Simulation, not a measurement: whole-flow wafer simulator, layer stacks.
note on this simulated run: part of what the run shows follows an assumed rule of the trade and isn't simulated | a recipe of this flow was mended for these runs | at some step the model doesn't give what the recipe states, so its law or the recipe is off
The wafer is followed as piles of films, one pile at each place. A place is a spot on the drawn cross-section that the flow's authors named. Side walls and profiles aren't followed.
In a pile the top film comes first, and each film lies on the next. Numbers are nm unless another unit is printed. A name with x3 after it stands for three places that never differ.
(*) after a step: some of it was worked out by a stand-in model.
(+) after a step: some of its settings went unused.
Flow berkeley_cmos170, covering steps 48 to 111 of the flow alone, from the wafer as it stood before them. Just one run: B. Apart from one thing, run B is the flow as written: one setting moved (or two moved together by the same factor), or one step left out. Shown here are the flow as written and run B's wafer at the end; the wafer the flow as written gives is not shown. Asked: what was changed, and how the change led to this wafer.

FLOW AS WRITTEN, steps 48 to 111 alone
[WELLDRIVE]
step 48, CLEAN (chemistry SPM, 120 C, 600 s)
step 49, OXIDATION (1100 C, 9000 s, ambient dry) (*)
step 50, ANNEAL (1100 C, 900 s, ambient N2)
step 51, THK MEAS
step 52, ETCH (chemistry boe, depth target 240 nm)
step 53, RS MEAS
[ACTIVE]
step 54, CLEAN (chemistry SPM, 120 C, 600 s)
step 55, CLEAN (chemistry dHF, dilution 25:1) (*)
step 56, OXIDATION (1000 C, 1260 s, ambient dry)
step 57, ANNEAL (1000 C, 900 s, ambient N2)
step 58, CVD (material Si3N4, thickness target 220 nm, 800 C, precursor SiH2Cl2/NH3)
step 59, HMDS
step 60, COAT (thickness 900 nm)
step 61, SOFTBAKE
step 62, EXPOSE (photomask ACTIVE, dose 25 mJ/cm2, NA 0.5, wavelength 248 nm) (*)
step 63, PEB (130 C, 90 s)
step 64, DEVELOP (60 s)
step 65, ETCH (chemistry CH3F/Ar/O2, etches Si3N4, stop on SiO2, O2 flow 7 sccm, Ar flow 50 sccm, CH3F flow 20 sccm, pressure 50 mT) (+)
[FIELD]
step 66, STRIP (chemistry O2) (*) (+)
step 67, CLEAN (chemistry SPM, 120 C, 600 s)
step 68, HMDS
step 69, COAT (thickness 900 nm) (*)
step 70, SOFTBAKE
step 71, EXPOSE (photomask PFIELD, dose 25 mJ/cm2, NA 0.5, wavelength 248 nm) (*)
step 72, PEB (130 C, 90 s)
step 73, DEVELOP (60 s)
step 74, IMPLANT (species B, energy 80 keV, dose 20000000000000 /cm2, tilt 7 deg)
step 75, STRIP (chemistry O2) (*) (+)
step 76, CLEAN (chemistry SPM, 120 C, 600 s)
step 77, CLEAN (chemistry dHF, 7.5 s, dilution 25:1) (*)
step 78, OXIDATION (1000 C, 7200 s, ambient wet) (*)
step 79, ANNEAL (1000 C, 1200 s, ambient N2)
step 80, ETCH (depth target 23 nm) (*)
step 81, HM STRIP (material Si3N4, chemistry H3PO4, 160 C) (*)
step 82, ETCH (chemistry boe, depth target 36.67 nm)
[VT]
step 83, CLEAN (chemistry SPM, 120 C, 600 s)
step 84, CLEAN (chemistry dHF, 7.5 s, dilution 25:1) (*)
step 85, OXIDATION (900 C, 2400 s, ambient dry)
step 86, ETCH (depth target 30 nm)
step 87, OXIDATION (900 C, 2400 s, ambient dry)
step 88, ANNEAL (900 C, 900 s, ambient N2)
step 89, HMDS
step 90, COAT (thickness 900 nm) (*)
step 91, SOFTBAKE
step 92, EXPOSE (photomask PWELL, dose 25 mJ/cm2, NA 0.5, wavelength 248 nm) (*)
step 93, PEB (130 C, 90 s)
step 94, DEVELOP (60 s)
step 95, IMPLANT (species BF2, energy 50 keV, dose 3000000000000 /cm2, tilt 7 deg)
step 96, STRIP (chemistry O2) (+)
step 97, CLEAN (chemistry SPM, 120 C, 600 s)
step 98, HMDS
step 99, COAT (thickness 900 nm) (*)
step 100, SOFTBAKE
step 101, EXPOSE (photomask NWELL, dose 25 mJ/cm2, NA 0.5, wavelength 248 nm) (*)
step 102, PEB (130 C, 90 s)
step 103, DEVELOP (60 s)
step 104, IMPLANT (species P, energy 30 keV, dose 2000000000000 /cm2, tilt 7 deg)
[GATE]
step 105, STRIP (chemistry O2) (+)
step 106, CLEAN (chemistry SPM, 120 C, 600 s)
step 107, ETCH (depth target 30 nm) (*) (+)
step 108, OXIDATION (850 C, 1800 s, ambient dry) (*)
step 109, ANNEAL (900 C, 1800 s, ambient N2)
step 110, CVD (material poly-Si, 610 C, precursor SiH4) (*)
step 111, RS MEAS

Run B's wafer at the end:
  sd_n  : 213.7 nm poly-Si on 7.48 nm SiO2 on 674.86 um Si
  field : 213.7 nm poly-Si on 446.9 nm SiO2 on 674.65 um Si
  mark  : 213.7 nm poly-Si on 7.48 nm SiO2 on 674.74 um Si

What caused this: step 52, ETCH: depth target 132 nm was run, whereas the flow has depth target 240 nm.

The path from the change to this, step by step:
  step 52, ETCH (chemistry boe, depth target 240 nm)
      field, mark, sd_n and 10 more: -132 SiO2 (as written it would have been: -197.6 SiO2 (all of it))
  step 54, CLEAN (chemistry SPM, 120 C, 600 s)
      field, mark, sd_n and 10 more: nothing (as written it would have been: +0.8 chemical SiO2 (new film), -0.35 Si)
  step 55, CLEAN (chemistry dHF, dilution 25:1) (*)
      field, mark, sd_n and 10 more: nothing (as written it would have been: -0.8 chemical SiO2 (all of it))
  step 56, OXIDATION (1000 C, 1260 s, ambient dry)
      field, mark, sd_n and 10 more: +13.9 SiO2, -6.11 Si (as written it would have been: +26.6 SiO2 (new film), -11.7 Si)
  step 78, OXIDATION (1000 C, 7200 s, ambient wet) (*)
      gate_n, spacer_p, gate_p, m1, via1, m2, via2: +12.1 SiO2 (new film), -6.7 Si3N4, +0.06 SiO2 (as written it would have been: +12.1 SiO2 (new film), -6.7 Si3N4)
      contact: +12.1 SiO2 (new film), -6.7 Si3N4, +0.08 SiO2, -0.06 Si (as written it would have been: +12.1 SiO2 (new film), -6.7 Si3N4)
      (also at 3 further places)
  step 82, ETCH (chemistry boe, depth target 36.67 nm)
      mark, sd_n, spacer_n and 9 more: -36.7 SiO2 (as written it would have been: -15.5 SiO2 (all of it))
  step 83, CLEAN (chemistry SPM, 120 C, 600 s)
      mark, sd_n, spacer_n and 9 more: nothing (as written it would have been: +0.8 chemical SiO2 (new film), -0.35 Si)
  step 84, CLEAN (chemistry dHF, 7.5 s, dilution 25:1) (*)
      mark, sd_n, spacer_n and 9 more: -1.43 SiO2 (as written it would have been: -0.8 chemical SiO2 (all of it))
  step 85, OXIDATION (900 C, 2400 s, ambient dry)
      mark, spacer_n, gate_n and 6 more: +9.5 SiO2, -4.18 Si (as written it would have been: +14.9 SiO2 (new film), -6.57 Si)
      sd_n, sd_p: +8.75 SiO2, -3.85 Si (as written it would have been: +14.9 SiO2 (new film), -6.57 Si)
      (also at 1 further place)
  step 86, ETCH (depth target 30 nm)
      mark, sd_n, spacer_n and 9 more: -30 SiO2 (as written it would have been: -14.9 SiO2 (all of it))
  step 87, OXIDATION (900 C, 2400 s, ambient dry)
      gate_n, spacer_p, gate_p, contact, m1, via1, m2, via2: +9.64 SiO2, -4.24 Si (as written it would have been: +14.9 SiO2 (new film), -6.57 Si)
      sd_n, sd_p: +8.67 SiO2, -3.82 Si (as written it would have been: +14.9 SiO2 (new film), -6.57 Si)
      (also at 2 further places)
  step 107, ETCH (depth target 30 nm) (*) (+)
      mark, spacer_n, gate_n and 7 more: -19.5 SiO2 (all of it) (as written it would have been: -14.9 SiO2 (all of it))
      sd_n, sd_p: -27.4 SiO2 (all of it) (as written it would have been: -14.9 SiO2 (all of it))
